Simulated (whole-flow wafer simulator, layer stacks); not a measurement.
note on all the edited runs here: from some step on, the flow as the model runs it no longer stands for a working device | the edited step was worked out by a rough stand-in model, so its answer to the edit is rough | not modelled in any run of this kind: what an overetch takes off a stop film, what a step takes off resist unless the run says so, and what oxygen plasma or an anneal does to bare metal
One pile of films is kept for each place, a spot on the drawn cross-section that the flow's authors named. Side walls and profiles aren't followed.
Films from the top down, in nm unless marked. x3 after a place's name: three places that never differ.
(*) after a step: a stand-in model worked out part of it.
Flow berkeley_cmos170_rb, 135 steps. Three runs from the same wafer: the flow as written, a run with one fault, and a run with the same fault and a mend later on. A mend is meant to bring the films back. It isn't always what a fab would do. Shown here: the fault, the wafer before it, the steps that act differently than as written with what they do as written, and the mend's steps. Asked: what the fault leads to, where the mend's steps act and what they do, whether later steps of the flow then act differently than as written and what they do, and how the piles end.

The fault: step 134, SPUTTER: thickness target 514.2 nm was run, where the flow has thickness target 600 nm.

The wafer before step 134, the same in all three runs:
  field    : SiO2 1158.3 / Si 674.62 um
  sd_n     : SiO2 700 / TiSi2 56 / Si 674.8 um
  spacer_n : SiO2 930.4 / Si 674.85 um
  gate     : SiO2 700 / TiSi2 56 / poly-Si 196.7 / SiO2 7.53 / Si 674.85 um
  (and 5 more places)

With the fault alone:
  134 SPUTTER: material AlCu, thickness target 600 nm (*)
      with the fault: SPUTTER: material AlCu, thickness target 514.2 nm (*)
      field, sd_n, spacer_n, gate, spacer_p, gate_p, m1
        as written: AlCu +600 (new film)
        with the fault: AlCu +514.2 (new film)
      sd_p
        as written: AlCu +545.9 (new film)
        with the fault: AlCu +464.4 (new film)
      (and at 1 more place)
  No later step of the flow acts differently than as written at any place that is followed.
  At the end the piles differ from the flow's by more than 2% or 0.5 nm, whichever is larger, at field, sd_n, spacer_n and 6 more.
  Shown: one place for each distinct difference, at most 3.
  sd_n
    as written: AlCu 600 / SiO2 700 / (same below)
    with the fault: AlCu 514.2 / SiO2 700 / (same below)
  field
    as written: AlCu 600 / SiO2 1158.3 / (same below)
    with the fault: AlCu 514.2 / SiO2 1158.3 / (same below)
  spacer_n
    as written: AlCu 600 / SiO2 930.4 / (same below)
    with the fault: AlCu 514.2 / SiO2 930.4 / (same below)

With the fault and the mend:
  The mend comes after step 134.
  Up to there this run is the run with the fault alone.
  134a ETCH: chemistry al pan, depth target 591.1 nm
      field, sd_n, spacer_n, gate, spacer_p, gate_p, m1
        AlCu -514.2 (all of it)
      sd_p
        AlCu -464.4 (all of it)
      contact
        AlCu -358 (all of it)
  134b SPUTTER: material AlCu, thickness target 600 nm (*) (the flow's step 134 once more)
      field, sd_n, spacer_n, gate, spacer_p, gate_p, m1
        AlCu +600 (new film)
      sd_p
        AlCu +545.9 (new film)
      contact
        AlCu +415.1 (new film)
  No later step of the flow acts differently than as written at any place that is followed.
  At the end the piles are the same as the flow's at every place that both follow.
